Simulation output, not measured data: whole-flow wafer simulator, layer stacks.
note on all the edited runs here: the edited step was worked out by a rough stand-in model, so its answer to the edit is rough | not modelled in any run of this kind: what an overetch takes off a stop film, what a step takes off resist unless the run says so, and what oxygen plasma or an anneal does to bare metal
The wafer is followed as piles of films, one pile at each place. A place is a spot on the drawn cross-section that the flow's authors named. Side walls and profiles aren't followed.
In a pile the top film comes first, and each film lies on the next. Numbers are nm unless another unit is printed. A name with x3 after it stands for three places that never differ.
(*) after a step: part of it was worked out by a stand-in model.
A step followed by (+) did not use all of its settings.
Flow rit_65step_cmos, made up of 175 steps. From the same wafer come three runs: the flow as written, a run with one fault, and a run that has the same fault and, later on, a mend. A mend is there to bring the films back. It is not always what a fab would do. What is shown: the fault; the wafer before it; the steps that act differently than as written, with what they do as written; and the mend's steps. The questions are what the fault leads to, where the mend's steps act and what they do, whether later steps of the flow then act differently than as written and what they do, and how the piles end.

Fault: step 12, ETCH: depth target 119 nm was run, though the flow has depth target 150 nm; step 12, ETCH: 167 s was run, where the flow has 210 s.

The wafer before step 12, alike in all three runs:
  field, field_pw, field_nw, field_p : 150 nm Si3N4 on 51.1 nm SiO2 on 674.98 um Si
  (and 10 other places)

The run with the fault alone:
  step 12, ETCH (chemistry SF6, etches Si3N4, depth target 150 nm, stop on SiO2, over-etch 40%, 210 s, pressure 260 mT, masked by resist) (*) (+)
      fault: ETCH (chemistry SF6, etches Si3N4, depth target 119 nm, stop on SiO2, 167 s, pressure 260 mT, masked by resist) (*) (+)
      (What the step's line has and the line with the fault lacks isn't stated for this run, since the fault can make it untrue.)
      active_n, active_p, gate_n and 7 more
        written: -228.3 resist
        fault: -181.1 resist
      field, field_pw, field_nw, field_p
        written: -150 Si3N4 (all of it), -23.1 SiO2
        fault: -150 Si3N4 (all of it), -6.38 SiO2
  Steps further on in the flow that do not act as written (56 other steps are not shown; they differ only slightly, by no more than 2% or 0.5 nm, whichever is larger):
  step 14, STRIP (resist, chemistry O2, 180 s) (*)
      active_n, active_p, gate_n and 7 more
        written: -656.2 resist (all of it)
        fault: -703.4 resist (all of it)
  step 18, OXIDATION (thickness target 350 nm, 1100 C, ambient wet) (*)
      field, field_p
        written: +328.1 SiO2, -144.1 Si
        fault: +316.9 SiO2, -139.2 Si
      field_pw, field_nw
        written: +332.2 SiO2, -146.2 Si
        fault: +320.1 SiO2, -140.8 Si
  The piles end only slightly different from the flow's at the places that both follow, by no more than 2% or 0.5 nm, whichever is larger.

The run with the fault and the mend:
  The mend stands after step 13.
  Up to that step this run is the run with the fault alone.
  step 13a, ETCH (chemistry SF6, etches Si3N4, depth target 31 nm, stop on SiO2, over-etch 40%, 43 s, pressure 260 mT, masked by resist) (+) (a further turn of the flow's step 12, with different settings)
      active_n, active_p, gate_n and 7 more
        -47.2 resist
      field, field_pw, field_nw, field_p
        -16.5 SiO2
  Later steps of the flow that are run all act as written at every place that is followed, up to a difference of at most 2% or 0.5 nm, whichever is larger.
  The piles end only slightly different from the flow's at the places that both follow, by no more than 2% or 0.5 nm, whichever is larger.
